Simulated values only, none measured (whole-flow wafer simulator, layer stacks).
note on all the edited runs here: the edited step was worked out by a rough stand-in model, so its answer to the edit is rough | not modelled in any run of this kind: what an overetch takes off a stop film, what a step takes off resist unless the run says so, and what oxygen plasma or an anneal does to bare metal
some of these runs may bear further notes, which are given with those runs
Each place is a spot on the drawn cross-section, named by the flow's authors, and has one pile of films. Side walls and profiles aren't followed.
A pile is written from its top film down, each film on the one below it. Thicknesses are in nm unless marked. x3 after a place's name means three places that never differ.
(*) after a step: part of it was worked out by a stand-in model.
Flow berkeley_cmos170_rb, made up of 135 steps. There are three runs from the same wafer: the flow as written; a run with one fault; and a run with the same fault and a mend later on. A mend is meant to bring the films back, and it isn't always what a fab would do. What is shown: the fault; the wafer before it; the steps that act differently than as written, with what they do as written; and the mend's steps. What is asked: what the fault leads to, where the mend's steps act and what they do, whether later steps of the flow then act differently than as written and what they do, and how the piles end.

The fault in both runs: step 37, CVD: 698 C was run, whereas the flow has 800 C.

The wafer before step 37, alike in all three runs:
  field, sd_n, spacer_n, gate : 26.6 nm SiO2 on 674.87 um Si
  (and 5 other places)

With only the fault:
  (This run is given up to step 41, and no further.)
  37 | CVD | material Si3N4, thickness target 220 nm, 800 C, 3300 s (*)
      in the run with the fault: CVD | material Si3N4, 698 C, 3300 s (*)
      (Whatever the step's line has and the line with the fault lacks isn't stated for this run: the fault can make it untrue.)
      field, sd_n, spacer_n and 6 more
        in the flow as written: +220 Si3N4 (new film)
        in the run with the fault: +34.5 Si3N4 (new film)
  None of the later steps of the flow up to step 41 acts differently than as written at any place that is followed.
  Once step 41 is done, the piles at field, sd_n, spacer_n and 6 more depart from the flow's by more than 2% or 0.5 nm, whichever is larger.
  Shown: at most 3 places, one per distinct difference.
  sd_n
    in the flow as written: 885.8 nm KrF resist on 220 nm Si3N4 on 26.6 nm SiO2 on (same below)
    in the run with the fault: 885.8 nm KrF resist on 34.5 nm Si3N4 on 26.6 nm SiO2 on (same below)
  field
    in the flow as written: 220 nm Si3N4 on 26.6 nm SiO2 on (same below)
    in the run with the fault: 34.5 nm Si3N4 on 26.6 nm SiO2 on (same below)

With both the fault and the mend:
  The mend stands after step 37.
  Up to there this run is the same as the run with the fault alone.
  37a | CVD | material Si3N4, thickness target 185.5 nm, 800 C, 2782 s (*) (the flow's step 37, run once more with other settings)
      field, sd_n, spacer_n and 6 more
        +185.5 Si3N4
  None of the later steps of the flow acts differently than as written at any place that is followed.
  The piles end the same as the flow's at every place that both follow.
